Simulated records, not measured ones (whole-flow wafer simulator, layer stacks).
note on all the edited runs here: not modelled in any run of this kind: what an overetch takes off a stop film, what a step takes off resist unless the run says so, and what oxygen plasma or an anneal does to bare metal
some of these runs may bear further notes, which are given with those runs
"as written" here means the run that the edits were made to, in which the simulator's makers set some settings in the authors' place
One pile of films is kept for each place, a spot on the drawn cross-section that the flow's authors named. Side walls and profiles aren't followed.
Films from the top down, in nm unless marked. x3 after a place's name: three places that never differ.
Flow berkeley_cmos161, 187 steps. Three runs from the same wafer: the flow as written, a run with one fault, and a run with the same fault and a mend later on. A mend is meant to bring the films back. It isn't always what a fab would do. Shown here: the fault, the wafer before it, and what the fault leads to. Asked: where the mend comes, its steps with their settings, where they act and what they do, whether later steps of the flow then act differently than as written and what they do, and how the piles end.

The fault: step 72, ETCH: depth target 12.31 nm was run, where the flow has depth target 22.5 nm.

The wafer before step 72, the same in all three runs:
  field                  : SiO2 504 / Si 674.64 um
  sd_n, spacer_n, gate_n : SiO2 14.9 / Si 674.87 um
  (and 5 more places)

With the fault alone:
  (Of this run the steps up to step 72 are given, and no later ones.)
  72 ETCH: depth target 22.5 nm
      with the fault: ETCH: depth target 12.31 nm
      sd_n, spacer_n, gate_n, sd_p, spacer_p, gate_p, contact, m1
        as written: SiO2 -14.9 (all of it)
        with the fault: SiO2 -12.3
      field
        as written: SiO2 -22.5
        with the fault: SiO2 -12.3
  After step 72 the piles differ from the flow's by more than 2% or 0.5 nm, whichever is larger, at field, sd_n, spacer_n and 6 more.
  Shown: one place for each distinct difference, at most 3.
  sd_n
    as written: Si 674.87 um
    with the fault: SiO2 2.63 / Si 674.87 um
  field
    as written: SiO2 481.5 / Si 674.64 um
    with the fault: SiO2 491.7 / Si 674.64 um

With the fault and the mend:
  The mend comes after step 72.
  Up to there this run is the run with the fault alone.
  72a ETCH: depth target 10.19 nm (the flow's step 72 once more, with other settings)
      sd_n, spacer_n, gate_n, sd_p, spacer_p, gate_p, contact, m1
        SiO2 -2.63 (all of it)
      field
        SiO2 -10.2
  No later step of the flow acts differently than as written at any place that is followed.
  At the end the piles are the same as the flow's at every place that both follow.
